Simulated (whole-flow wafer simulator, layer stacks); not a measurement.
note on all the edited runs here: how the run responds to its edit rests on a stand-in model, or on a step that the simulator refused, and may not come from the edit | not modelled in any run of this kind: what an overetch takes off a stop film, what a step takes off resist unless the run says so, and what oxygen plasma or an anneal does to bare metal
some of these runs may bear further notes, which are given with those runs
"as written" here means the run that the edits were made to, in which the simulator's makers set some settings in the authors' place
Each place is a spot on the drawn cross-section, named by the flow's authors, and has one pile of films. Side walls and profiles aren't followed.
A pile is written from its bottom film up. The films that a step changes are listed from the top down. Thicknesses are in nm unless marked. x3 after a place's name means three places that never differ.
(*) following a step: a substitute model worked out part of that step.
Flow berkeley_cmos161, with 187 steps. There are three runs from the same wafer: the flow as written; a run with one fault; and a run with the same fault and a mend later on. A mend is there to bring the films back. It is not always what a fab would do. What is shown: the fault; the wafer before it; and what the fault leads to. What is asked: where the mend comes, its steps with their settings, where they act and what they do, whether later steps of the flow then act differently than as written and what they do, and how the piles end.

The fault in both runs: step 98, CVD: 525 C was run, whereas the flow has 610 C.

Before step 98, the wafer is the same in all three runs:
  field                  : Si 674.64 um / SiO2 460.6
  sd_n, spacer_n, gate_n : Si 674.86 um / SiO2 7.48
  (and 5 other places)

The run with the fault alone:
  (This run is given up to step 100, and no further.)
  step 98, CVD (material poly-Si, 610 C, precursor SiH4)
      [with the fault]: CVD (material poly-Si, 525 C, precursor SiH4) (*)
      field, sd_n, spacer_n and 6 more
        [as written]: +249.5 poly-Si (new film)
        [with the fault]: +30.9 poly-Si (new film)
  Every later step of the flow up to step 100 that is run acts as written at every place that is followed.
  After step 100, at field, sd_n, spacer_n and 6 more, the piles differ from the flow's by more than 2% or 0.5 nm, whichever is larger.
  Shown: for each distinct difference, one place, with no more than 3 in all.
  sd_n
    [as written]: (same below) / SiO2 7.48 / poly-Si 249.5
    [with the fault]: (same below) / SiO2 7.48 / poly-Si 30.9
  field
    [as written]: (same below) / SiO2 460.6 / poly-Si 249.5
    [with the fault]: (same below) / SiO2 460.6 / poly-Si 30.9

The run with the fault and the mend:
  After step 100 comes the mend.
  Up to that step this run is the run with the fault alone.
  step 100a, CVD (material poly-Si, 610 C, precursor SiH4) (*) (a further turn of the flow's step 98; the settings that differ are not printed)
      field, sd_n, spacer_n and 6 more
        +218.5 poly-Si
  Every later step of the flow that is run acts as written, at every place that is followed, to within 2% or 0.5 nm, whichever is larger.
  At the end the piles are close to the flow's at the places that both follow, differing by at most 2% or 0.5 nm, whichever is larger.
